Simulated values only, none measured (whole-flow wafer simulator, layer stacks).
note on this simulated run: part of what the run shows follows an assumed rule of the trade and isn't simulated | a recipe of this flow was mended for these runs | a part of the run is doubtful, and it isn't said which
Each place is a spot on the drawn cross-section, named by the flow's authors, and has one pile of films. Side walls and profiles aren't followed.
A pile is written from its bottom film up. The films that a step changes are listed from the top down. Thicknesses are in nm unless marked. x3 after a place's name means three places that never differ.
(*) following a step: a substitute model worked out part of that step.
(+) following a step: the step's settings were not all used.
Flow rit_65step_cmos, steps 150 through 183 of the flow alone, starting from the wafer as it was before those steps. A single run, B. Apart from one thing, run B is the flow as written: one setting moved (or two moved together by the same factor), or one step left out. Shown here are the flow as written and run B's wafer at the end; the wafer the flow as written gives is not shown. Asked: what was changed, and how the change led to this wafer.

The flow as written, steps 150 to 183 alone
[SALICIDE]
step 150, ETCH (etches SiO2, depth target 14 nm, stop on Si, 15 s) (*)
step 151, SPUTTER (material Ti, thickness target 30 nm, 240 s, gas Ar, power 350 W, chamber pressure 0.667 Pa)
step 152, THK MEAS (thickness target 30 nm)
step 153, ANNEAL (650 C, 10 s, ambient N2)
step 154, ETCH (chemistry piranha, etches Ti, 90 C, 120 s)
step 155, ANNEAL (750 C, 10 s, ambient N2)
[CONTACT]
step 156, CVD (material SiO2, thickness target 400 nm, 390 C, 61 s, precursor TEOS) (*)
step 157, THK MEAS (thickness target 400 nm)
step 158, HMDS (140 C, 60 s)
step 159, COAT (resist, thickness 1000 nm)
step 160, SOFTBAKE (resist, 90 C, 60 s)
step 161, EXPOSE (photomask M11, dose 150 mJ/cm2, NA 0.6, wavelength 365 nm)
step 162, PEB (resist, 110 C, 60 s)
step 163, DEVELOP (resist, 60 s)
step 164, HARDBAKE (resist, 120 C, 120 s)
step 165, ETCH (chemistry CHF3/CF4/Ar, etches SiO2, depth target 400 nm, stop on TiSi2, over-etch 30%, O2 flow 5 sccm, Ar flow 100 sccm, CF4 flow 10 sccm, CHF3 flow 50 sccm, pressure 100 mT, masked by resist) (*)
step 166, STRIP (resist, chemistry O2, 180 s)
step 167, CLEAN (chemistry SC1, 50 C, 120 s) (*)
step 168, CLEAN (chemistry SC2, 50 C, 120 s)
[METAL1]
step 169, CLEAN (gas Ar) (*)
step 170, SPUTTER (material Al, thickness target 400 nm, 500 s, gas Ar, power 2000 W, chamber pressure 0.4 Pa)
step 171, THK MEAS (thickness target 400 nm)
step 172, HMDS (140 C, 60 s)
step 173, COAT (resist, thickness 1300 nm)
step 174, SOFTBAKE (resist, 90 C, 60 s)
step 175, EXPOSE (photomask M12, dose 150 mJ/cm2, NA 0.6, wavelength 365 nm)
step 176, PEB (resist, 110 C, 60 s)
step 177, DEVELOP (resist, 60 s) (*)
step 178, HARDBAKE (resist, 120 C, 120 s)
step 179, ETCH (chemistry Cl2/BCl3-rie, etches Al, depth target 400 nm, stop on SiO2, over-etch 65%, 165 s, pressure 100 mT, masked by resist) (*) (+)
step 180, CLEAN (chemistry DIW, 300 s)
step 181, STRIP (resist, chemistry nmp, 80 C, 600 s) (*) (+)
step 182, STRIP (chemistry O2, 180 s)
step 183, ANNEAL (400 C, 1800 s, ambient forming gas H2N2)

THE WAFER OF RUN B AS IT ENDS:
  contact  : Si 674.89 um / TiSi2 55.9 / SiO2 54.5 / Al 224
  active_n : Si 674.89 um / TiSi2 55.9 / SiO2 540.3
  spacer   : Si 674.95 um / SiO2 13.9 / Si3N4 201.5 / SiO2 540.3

Cause: step 156, CVD: thickness target 580 nm was run, though the flow has thickness target 400 nm; step 156, CVD: 88 s was run, where the flow has 61 s.

The path from the change to this, step by step:
  step 156, CVD (material SiO2, thickness target 400 nm, 390 C, 61 s, precursor TEOS) (*)
      active_n, active_p, gate_n and 7 more: SiO2 gains 580 (new film) (in the flow as written it would be: SiO2 gains 400 (new film))
      field, field_pw, field_nw, field_p: SiO2 gains 580 (in the flow as written it would be: SiO2 gains 400)
  step 165, ETCH (chemistry CHF3/CF4/Ar, etches SiO2, depth target 400 nm, stop on TiSi2, over-etch 30%, O2 flow 5 sccm, Ar flow 100 sccm, CF4 flow 10 sccm, CHF3 flow 50 sccm, pressure 100 mT, masked by resist) (*)
      contact: SiO2 loses 520 (in the flow as written it would be: SiO2 loses 400 (all of it), TiSi2 loses 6)
  step 169, CLEAN (gas Ar) (*)
      contact: SiO2 loses 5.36 (in the flow as written it would be: TiSi2 loses 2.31)
  step 170, SPUTTER (material Al, thickness target 400 nm, 500 s, gas Ar, power 2000 W, chamber pressure 0.4 Pa)
      contact: Al gains 224 (new film) (in the flow as written it would be: Al gains 255.4 (new film))
  step 173, COAT (resist, thickness 1300 nm)
      contact: resist gains 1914 (new film) (in the flow as written it would be: resist gains 1785.1 (new film))
  step 176, PEB (resist, 110 C, 60 s)
      contact: resist loses 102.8 (in the flow as written it would be: resist loses 95.5)
  step 178, HARDBAKE (resist, 120 C, 120 s)
      contact: resist loses 67.2 (in the flow as written it would be: resist loses 62.1)
  step 181, STRIP (resist, chemistry nmp, 80 C, 600 s) (*) (+)
      contact: resist loses 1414 (all of it) (in the flow as written it would be: resist loses 1297.5 (all of it))
